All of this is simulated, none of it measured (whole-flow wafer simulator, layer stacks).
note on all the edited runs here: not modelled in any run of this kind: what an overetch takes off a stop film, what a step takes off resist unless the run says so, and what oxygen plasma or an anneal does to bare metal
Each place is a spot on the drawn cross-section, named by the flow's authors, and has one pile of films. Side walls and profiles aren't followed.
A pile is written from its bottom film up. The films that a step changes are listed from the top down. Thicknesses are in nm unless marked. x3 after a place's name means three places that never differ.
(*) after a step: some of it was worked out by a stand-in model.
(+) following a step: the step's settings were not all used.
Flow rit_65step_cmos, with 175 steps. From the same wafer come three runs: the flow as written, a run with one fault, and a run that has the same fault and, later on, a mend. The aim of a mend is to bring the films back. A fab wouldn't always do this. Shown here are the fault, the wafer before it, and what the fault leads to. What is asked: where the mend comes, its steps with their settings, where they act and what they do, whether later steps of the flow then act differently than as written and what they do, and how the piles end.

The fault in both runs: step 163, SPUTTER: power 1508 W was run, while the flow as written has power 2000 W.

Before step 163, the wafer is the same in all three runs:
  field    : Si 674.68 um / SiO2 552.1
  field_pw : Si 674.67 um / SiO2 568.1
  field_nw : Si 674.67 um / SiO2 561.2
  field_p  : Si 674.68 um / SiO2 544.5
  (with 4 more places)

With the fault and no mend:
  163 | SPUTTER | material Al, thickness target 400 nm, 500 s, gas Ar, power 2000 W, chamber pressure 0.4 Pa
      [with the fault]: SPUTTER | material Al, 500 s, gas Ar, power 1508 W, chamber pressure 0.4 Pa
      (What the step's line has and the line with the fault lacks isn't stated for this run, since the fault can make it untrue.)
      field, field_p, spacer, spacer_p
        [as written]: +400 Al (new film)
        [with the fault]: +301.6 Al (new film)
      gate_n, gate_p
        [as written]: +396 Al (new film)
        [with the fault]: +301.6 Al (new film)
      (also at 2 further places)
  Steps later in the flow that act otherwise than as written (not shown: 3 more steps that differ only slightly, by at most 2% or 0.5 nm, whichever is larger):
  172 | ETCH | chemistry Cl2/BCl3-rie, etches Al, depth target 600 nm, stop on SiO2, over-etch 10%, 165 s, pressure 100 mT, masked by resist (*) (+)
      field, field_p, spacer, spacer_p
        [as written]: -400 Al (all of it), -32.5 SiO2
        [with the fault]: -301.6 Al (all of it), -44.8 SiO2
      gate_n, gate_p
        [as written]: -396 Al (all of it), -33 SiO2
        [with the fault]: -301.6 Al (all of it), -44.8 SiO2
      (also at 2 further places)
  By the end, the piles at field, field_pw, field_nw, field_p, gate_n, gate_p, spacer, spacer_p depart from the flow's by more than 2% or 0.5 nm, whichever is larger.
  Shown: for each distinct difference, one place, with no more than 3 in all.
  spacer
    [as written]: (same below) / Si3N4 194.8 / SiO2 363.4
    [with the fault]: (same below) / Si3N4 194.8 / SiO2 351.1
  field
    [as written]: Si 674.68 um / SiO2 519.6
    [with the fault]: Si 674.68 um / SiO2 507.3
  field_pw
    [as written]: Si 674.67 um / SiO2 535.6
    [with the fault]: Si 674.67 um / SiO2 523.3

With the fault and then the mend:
  The mend stands after step 164.
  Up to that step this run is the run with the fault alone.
  164a | ETCH | chemistry al pan, depth target 347.7 nm
      field, field_p, gate_n, gate_p, spacer, spacer_p
        -301.6 Al (all of it)
      field_pw
        -301.4 Al (all of it)
      field_nw
        -301.3 Al (all of it)
  164b | SPUTTER | material Al, thickness target 400 nm, 500 s, gas Ar, power 2000 W, chamber pressure 0.4 Pa (the flow's step 163, run once more)
      field, field_pw, field_p, spacer, spacer_p
        +400 Al (new film)
      gate_n, gate_p
        +396 Al (new film)
      field_nw
        +397.2 Al (new film)
  Every later step of the flow that is run acts as written at every place that is followed.
  By the end, the piles equal the flow's at every place that both follow.
